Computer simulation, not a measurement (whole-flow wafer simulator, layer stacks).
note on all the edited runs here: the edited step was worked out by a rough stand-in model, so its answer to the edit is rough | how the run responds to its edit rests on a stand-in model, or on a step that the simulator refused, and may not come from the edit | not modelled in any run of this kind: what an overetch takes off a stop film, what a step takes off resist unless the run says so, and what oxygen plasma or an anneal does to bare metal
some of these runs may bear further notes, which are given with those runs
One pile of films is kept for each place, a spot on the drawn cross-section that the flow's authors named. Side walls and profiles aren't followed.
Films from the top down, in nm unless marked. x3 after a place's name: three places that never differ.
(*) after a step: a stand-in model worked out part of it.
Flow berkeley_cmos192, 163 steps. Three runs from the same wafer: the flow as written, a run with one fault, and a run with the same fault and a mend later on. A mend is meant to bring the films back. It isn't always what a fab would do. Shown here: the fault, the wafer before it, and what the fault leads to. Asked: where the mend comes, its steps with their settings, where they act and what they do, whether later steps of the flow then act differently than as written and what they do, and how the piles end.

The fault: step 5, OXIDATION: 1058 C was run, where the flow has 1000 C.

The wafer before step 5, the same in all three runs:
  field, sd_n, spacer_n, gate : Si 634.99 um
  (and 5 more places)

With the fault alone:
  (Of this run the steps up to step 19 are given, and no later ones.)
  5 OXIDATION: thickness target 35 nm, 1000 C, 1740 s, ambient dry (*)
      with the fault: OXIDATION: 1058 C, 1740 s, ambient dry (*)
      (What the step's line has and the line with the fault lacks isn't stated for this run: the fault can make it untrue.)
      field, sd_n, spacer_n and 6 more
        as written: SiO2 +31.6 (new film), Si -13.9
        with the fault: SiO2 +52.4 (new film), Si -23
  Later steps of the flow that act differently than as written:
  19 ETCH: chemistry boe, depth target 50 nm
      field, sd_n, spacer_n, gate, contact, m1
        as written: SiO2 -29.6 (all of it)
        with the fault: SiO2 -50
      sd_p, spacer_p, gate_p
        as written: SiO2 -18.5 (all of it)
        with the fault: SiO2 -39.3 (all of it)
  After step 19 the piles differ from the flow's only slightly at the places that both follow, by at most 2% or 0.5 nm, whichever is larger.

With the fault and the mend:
  The mend comes after step 6.
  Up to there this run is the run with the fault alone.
  6a ETCH: chemistry boe, depth target 21 nm
      field, sd_n, spacer_n and 6 more
        SiO2 -21
  No later step of the flow acts differently than as written, at any place that is followed, by more than 2% or 0.5 nm, whichever is larger.
  At the end the piles differ from the flow's only slightly at the places that both follow, by at most 2% or 0.5 nm, whichever is larger.
